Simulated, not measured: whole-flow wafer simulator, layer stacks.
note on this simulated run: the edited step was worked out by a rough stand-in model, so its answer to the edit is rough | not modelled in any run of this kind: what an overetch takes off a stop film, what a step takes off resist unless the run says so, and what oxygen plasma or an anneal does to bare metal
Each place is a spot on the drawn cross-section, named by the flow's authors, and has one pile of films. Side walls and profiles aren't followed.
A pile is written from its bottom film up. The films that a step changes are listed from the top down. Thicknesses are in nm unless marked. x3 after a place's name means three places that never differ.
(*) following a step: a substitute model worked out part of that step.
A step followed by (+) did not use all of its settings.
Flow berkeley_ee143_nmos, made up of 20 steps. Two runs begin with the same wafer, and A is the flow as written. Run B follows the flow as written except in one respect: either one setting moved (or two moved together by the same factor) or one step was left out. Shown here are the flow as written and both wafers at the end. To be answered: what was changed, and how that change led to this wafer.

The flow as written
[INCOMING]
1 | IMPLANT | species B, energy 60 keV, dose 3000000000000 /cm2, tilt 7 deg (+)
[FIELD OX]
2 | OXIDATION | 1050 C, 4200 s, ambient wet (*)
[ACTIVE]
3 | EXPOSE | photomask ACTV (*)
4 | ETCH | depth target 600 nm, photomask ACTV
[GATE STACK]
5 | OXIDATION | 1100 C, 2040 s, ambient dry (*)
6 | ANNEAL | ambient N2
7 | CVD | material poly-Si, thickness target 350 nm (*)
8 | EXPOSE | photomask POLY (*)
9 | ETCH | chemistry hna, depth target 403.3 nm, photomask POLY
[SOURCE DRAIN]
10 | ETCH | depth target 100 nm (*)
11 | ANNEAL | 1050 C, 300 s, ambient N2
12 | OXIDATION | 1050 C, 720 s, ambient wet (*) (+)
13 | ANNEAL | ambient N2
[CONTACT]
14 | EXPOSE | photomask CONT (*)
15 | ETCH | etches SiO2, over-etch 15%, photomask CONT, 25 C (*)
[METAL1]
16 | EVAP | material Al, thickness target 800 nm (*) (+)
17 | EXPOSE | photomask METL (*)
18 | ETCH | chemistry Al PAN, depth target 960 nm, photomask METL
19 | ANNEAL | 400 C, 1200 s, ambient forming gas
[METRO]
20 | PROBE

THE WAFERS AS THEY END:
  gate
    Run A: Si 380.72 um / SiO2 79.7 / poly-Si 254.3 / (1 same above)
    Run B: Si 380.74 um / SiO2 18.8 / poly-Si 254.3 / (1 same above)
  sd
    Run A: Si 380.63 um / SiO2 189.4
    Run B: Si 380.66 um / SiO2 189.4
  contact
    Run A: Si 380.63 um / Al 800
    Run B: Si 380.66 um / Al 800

What caused this: step 5, OXIDATION: 935 C was run, though the flow has 1100 C.

The path from the change to this, step by step:
  5 | OXIDATION | 1100 C, 2040 s, ambient dry (*)
      gate, sd, contact: A +79.7 SiO2 (new film), -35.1 Si | B +18.8 SiO2 (new film), -8.26 Si
      field: A +11.6 SiO2, -5.1 Si | B +2.23 SiO2, -0.98 Si
  10 | ETCH | depth target 100 nm (*)
      sd, contact: A -79.7 SiO2 (all of it) | B -18.8 SiO2 (all of it)
